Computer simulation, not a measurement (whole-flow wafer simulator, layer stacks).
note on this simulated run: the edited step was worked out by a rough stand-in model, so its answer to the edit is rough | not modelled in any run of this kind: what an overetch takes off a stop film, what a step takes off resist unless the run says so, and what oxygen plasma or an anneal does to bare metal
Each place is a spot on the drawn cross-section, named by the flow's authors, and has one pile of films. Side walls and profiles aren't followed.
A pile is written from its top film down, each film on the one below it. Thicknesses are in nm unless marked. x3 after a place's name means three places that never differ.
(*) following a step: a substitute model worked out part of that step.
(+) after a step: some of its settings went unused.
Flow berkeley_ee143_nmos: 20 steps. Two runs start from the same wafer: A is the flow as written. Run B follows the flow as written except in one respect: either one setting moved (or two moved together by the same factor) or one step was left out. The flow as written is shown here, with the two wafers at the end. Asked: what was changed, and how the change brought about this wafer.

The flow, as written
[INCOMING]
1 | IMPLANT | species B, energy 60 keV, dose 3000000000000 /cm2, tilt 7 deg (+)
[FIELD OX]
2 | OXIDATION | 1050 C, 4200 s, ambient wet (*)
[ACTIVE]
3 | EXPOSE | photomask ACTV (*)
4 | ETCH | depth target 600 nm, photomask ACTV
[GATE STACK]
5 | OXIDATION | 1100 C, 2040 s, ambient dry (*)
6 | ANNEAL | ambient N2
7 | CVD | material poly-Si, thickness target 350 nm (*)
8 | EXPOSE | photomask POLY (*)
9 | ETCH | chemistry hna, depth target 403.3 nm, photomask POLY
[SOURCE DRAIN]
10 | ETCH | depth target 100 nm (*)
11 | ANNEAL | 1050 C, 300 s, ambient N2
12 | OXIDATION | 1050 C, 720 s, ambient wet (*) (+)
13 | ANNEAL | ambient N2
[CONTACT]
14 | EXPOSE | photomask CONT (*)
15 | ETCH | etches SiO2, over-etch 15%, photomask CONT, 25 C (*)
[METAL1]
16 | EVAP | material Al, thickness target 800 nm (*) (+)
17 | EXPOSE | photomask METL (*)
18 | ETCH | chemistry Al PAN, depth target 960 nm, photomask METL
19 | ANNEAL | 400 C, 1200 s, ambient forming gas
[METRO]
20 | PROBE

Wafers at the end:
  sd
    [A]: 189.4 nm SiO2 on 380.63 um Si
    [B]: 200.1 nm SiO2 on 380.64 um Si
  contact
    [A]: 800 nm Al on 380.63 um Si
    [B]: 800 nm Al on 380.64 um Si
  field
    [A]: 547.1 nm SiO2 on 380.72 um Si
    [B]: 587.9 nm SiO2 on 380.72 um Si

The reason: step 10, ETCH: depth target 55 nm was run, whereas the flow has depth target 100 nm.

How this came from the change, step by step:
  10 | ETCH | depth target 100 nm (*)
      sd, contact: A SiO2 loses 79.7 (all of it) | B SiO2 loses 55
      field: A SiO2 loses 100 | B SiO2 loses 55
  12 | OXIDATION | 1050 C, 720 s, ambient wet (*) (+)
      sd, contact: A SiO2 gains 189.4 (new film), Si loses 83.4 | B SiO2 gains 175.4, Si loses 77.2
      field: A SiO2 gains 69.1, Si loses 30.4 | B SiO2 gains 64.9, Si loses 28.6
  15 | ETCH | etches SiO2, over-etch 15%, photomask CONT, 25 C (*)
      contact: A SiO2 loses 189.4 (all of it) | B SiO2 loses 200.1 (all of it)
